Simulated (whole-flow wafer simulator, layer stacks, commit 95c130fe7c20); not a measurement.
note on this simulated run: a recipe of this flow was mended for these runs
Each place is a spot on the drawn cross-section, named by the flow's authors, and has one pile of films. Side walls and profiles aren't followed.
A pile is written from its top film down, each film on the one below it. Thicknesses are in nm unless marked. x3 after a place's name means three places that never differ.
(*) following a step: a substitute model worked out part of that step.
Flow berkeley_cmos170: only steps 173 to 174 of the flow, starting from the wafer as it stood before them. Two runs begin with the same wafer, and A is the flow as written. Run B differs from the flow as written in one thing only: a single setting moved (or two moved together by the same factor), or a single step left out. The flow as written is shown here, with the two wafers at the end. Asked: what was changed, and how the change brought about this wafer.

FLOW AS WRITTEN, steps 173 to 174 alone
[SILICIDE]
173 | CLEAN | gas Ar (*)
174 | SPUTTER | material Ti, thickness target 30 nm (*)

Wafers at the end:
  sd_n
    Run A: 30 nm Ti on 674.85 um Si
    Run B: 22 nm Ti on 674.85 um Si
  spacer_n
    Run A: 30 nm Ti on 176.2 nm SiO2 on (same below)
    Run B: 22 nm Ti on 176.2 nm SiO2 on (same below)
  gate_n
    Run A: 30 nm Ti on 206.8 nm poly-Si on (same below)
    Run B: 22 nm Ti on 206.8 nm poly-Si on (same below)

Cause: step 174, SPUTTER: thickness target 22 nm was run, though the flow has thickness target 30 nm.
The wafer lets one read it off: sd_n has Ti 22, and step 174 as written asks for 30 nm.

The path from the change to this, step by step:
  174 | SPUTTER | material Ti, thickness target 30 nm (*)
      field, mark, sd_n and 10 more: A +30 Ti (new film) | B +22 Ti (new film)
